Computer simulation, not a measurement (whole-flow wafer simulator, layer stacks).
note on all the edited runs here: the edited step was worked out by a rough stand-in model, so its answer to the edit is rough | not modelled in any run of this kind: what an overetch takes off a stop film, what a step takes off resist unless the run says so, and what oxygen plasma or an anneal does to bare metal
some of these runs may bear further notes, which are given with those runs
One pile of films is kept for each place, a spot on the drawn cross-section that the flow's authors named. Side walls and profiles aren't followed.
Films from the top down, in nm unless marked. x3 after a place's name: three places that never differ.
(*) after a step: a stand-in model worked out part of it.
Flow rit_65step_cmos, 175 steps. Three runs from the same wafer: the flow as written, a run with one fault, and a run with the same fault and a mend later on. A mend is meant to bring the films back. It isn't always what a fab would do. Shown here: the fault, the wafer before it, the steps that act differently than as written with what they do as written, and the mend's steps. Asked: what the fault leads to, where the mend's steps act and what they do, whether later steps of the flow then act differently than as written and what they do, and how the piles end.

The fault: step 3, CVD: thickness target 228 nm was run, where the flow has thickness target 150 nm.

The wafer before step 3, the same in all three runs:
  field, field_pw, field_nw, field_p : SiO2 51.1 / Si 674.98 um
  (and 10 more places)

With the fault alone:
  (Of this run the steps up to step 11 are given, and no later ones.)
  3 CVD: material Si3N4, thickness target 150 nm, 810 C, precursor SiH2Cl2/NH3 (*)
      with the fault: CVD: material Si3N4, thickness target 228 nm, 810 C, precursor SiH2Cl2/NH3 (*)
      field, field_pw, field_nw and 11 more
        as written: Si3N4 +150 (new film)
        with the fault: Si3N4 +228 (new film)
  No later step of the flow up to step 11 acts differently than as written at any place that is followed.
  After step 11 the piles differ from the flow's by more than 2% or 0.5 nm, whichever is larger, at field, field_pw, field_nw and 11 more.
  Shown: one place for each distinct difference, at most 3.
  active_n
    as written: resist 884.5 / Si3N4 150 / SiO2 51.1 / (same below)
    with the fault: resist 884.5 / Si3N4 228 / SiO2 51.1 / (same below)
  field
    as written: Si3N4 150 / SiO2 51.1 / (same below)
    with the fault: Si3N4 228 / SiO2 51.1 / (same below)

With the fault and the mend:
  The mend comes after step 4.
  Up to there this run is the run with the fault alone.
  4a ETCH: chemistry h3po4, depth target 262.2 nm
      field, field_pw, field_nw and 11 more
        Si3N4 -228 (all of it)
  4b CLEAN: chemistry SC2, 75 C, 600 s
      changes no film at any place that is followed
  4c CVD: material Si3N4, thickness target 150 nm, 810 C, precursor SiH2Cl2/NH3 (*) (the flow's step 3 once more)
      field, field_pw, field_nw and 11 more
        Si3N4 +150 (new film)
  No later step of the flow acts differently than as written at any place that is followed.
  At the end the piles are the same as the flow's at every place that both follow.
